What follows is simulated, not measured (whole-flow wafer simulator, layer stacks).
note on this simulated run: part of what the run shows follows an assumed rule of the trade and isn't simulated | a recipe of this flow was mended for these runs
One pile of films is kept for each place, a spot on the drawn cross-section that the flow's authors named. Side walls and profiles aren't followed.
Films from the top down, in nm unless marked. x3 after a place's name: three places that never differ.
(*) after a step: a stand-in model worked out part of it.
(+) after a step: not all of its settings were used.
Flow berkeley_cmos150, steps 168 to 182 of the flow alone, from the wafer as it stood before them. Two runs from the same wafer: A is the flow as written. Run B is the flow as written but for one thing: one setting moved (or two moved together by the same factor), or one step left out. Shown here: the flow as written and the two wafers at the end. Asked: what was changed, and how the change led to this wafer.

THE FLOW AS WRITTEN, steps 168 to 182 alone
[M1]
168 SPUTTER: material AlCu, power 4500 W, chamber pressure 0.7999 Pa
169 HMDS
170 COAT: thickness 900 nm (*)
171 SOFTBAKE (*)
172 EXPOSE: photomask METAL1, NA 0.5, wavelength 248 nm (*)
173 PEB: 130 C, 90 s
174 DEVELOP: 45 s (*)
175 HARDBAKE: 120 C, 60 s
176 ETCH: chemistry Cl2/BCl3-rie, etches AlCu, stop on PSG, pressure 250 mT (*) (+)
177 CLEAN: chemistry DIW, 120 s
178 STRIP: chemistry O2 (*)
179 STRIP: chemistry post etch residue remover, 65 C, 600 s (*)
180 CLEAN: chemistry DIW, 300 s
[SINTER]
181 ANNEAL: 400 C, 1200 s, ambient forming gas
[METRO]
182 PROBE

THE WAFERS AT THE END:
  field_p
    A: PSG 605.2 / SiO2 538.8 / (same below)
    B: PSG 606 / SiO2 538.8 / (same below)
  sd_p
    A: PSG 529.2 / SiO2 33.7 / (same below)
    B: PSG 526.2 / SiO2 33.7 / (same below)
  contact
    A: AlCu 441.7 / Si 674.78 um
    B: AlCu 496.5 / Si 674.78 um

The cause: step 168, SPUTTER: power 5108 W was run, where the flow has power 4500 W; step 179, STRIP: 675 s was run, where the flow has 600 s.

How the change led to this, step by step:
  168 SPUTTER: material AlCu, power 4500 W, chamber pressure 0.7999 Pa
      field, sd_n, gate_n, gate_p, m1: A AlCu +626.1 (new film) | B AlCu +707.8 (new film)
      field_p: A AlCu +619.8 (new film) | B AlCu +707.8 (new film)
      (and at 2 more places)
  176 ETCH: chemistry Cl2/BCl3-rie, etches AlCu, stop on PSG, pressure 250 mT (*) (+)
      field, sd_n, gate_n, gate_p: A AlCu -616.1 (all of it), PSG -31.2 | B AlCu -697.8 (all of it), PSG -31.2
      contact, m1: A thick-KrF-resist -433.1 | B thick-KrF-resist -473.9
      (and at 2 more places)
  178 STRIP: chemistry O2 (*)
      contact: A thick-KrF-resist -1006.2 (all of it) | B thick-KrF-resist -985.8 (all of it)
      m1: A thick-KrF-resist -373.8 (all of it) | B thick-KrF-resist -332.4 (all of it)
